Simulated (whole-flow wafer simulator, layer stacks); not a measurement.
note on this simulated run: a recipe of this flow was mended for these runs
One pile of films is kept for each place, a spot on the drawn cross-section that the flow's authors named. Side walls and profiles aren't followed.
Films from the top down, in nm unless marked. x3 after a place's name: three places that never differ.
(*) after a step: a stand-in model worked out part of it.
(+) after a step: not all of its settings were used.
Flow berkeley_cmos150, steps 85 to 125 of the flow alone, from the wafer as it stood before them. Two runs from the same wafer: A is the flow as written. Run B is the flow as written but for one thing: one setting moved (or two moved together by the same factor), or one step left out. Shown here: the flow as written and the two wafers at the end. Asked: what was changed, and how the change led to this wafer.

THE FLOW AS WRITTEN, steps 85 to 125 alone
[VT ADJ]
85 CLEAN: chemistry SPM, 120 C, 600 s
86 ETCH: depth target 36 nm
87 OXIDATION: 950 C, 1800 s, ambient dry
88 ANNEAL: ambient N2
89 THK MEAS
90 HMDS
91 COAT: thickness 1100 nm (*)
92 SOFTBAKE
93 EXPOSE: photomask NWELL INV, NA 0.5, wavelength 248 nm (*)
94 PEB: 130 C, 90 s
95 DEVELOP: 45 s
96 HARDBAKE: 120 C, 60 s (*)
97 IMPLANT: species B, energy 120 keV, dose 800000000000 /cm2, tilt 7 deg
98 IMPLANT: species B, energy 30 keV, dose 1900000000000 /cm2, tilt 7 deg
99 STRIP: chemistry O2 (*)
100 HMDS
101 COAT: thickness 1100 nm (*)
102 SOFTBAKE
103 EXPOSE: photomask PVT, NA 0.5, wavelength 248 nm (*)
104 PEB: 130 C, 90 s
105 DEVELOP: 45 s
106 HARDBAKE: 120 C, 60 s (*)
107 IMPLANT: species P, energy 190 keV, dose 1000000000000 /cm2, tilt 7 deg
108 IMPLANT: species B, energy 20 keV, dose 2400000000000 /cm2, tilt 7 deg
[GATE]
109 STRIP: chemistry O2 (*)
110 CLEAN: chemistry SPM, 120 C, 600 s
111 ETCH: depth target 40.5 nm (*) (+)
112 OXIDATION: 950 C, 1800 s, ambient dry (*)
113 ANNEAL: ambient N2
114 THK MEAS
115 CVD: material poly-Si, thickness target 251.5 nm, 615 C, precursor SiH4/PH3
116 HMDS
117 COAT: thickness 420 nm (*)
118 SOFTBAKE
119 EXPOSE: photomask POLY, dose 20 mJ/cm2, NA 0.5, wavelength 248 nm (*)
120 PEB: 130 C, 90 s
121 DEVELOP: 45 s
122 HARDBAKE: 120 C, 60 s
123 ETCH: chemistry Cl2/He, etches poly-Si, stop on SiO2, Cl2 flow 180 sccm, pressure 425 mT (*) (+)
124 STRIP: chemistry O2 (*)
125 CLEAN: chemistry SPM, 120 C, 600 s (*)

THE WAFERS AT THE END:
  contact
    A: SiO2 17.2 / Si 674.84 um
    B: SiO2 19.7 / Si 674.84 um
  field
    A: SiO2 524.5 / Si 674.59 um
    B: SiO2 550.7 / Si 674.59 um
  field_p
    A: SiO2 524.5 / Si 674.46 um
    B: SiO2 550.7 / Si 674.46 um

The cause: step 111, ETCH: depth target 14.17 nm was run, where the flow has depth target 40.5 nm.

How the change led to this, step by step:
  111 ETCH: depth target 40.5 nm (*) (+)
      gate_n, sd_p, gate_p, contact, m1: A SiO2 -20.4 (all of it) | B SiO2 -14.2
      sd_n: A SiO2 -40.4 (all of it) | B SiO2 -14.2
      (and at 2 more places)
  112 OXIDATION: 950 C, 1800 s, ambient dry (*)
      gate_n, sd_p, gate_p, contact, m1: A SiO2 +20.4 (new film), Si -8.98 | B SiO2 +16.6, Si -7.32
      sd_n: A SiO2 +20.4 (new film), Si -8.98 | B SiO2 +11.5, Si -5.06
  117 COAT: thickness 420 nm (*)
      gate_n: A KrF-resist +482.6 (new film) | B KrF-resist +493.2 (new film)
  122 HARDBAKE: 120 C, 60 s
      gate_n: A KrF-resist -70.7 | B KrF-resist -72.3
  124 STRIP: chemistry O2 (*)
      gate_n: A chemical SiO2 +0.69 (new film), KrF-resist -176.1 (all of it), poly-Si -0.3 | B chemical SiO2 +0.69 (new film), KrF-resist -185.1 (all of it), poly-Si -0.3
      gate_p: A chemical SiO2 +0.69 (new film), KrF-resist -213.2 (all of it), poly-Si -0.3 | B chemical SiO2 +0.69 (new film), KrF-resist -218 (all of it), poly-Si -0.3
